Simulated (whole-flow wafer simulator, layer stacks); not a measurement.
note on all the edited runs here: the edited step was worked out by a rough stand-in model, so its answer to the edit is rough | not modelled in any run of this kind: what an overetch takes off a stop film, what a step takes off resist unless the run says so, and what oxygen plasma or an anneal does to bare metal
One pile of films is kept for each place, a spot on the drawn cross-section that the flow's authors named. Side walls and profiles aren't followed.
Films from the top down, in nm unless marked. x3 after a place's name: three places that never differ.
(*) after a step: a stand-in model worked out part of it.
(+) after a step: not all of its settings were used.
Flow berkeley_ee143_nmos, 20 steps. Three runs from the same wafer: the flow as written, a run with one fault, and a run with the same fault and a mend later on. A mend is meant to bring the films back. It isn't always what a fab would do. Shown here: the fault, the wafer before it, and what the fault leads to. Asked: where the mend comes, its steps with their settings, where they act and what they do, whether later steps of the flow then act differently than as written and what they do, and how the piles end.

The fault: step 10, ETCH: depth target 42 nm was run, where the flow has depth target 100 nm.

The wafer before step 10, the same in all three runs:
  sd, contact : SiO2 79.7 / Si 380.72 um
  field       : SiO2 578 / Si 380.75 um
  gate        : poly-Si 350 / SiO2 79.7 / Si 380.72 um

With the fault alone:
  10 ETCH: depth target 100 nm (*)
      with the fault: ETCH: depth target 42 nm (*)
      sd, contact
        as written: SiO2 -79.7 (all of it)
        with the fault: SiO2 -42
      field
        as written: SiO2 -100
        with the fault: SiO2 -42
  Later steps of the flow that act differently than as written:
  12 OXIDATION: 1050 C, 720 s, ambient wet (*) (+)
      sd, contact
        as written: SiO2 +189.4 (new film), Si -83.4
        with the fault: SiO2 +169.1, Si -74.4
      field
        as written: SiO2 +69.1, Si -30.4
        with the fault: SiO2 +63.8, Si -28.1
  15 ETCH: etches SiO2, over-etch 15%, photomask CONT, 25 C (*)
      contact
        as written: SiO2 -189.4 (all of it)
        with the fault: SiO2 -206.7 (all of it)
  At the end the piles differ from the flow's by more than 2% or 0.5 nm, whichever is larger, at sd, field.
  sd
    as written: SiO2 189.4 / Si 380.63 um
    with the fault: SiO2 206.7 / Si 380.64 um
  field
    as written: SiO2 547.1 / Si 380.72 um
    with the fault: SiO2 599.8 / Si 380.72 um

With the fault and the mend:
  The mend comes after step 10.
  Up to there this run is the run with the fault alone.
  10a ETCH: depth target 58 nm (*) (the flow's step 10 once more, with other settings)
      sd, contact
        SiO2 -37.7 (all of it)
      field
        SiO2 -58
  No later step of the flow acts differently than as written at any place that is followed.
  At the end the piles are the same as the flow's at every place that both follow.
